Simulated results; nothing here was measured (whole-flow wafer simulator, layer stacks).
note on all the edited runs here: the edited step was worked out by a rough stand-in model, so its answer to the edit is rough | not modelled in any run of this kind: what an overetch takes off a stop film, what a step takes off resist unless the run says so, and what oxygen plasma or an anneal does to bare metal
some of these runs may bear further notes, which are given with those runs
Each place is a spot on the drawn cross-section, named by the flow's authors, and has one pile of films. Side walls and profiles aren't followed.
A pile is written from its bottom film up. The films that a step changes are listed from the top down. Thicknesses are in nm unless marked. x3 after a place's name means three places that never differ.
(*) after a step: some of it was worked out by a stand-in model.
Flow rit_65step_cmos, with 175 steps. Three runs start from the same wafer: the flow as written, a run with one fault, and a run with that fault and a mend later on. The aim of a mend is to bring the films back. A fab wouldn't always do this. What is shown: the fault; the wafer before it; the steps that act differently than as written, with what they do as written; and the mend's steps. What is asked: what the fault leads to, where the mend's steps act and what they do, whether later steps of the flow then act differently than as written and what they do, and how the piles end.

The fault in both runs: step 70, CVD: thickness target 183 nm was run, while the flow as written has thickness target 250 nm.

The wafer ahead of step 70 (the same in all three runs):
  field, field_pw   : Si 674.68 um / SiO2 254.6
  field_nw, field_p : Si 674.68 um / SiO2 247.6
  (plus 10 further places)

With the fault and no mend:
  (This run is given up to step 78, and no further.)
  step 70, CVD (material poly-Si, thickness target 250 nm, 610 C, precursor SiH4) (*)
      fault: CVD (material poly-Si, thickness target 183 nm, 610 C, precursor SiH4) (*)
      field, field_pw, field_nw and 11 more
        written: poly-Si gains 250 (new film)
        fault: poly-Si gains 183 (new film)
  None of the later steps of the flow up to step 78 differs from how it acts as written, at any place that is followed, by more than 2% or 0.5 nm, whichever is larger.
  After step 78, at field, field_pw, field_nw and 11 more, the piles differ from the flow's by more than 2% or 0.5 nm, whichever is larger.
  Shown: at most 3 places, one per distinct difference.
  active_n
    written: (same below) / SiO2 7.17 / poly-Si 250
    fault: (same below) / SiO2 7.17 / poly-Si 183
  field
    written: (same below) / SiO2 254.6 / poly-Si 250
    fault: (same below) / SiO2 254.6 / poly-Si 183
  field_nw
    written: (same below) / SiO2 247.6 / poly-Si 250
    fault: (same below) / SiO2 247.6 / poly-Si 183

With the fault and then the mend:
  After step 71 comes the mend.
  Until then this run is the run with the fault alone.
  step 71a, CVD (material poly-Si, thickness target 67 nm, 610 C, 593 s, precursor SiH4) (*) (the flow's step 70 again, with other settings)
      field, field_pw, field_nw and 11 more
        poly-Si gains 67
  None of the later steps of the flow acts differently than as written at any place that is followed.
  The piles end the same as the flow's at every place that both follow.
